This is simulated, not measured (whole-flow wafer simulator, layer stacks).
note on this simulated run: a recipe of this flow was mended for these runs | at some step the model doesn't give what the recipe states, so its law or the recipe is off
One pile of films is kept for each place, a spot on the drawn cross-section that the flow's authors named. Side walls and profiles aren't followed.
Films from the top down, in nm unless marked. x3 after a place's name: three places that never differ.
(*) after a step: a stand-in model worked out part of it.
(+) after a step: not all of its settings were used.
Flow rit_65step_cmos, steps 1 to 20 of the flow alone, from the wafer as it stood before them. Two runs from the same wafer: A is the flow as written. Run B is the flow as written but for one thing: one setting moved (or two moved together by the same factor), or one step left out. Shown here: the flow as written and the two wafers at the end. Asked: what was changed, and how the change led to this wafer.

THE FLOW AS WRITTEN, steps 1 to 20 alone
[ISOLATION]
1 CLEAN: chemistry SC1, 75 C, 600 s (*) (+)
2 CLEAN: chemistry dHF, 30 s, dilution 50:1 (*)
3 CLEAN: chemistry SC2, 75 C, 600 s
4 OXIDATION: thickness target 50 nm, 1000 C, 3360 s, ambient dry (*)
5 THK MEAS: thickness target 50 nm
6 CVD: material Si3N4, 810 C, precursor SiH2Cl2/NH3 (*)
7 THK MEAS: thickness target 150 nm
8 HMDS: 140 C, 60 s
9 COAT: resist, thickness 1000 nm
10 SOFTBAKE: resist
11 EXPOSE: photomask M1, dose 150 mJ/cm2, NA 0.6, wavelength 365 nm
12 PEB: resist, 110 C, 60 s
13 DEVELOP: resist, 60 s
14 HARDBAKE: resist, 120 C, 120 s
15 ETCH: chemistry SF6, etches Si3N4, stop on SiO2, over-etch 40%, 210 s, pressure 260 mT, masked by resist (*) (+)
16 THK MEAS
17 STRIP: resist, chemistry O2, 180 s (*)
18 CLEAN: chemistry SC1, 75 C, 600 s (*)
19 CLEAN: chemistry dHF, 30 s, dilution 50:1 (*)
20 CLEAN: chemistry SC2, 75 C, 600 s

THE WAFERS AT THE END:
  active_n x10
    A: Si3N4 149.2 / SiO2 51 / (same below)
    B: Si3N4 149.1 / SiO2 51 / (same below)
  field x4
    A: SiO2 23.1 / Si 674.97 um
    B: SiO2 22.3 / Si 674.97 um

The cause: step 18, CLEAN: 840 s was run, where the flow has 600 s.

How the change led to this, step by step:
  18 CLEAN: chemistry SC1, 75 C, 600 s (*)
      field x4: A SiO2 -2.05 | B SiO2 -2.86
